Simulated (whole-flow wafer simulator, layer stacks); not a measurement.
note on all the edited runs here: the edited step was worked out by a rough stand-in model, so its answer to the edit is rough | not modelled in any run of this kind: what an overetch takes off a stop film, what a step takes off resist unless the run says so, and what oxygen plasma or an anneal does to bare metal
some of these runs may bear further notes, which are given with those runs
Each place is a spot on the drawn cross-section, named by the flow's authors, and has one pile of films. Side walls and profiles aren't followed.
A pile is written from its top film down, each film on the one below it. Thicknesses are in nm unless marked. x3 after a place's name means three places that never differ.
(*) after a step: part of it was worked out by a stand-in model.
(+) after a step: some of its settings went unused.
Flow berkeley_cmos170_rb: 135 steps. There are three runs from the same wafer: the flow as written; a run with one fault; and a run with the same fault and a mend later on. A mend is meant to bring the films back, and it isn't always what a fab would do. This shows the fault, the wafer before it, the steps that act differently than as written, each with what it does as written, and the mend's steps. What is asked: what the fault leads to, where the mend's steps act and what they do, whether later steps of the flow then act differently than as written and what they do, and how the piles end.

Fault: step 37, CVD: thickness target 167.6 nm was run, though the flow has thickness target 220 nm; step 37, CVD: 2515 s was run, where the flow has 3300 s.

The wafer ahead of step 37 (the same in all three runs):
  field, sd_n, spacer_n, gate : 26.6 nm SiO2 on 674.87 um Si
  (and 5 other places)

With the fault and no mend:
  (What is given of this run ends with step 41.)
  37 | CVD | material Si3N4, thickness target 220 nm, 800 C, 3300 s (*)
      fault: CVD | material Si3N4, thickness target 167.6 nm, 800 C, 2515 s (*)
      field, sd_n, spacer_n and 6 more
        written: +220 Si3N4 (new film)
        fault: +167.6 Si3N4 (new film)
  None of the later steps of the flow up to step 41 acts differently than as written at any place that is followed.
  After step 41, at field, sd_n, spacer_n and 6 more, the piles differ from the flow's by more than 2% or 0.5 nm, whichever is larger.
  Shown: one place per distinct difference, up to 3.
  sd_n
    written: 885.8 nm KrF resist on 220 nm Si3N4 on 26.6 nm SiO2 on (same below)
    fault: 885.8 nm KrF resist on 167.6 nm Si3N4 on 26.6 nm SiO2 on (same below)
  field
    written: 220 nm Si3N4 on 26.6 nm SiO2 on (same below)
    fault: 167.6 nm Si3N4 on 26.6 nm SiO2 on (same below)

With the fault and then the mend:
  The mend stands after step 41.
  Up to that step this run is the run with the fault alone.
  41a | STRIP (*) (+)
      sd_n, spacer_n, gate, sd_p, spacer_p, gate_p, contact, m1
        -885.8 KrF resist (all of it)
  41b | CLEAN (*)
      leaves every film unchanged at each place that is followed
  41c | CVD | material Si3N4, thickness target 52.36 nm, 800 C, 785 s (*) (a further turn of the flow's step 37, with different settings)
      field, sd_n, spacer_n and 6 more
        +52.4 Si3N4
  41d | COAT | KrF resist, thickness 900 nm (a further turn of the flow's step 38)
      field, sd_n, spacer_n and 6 more
        +900 KrF resist (new film)
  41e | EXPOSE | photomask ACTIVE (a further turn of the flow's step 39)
      leaves every film unchanged at each place that is followed
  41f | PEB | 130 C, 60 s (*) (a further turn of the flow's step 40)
      leaves every film unchanged at each place that is followed
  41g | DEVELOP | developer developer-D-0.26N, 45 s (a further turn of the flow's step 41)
      sd_n, spacer_n, gate, sd_p, spacer_p, gate_p, contact, m1
        -14.2 KrF resist
      field
        -900 KrF resist (all of it)
  None of the later steps of the flow differs from how it acts as written, at any place that is followed, by more than 2% or 0.5 nm, whichever is larger.
  The piles end the same as the flow's at every place that both follow.
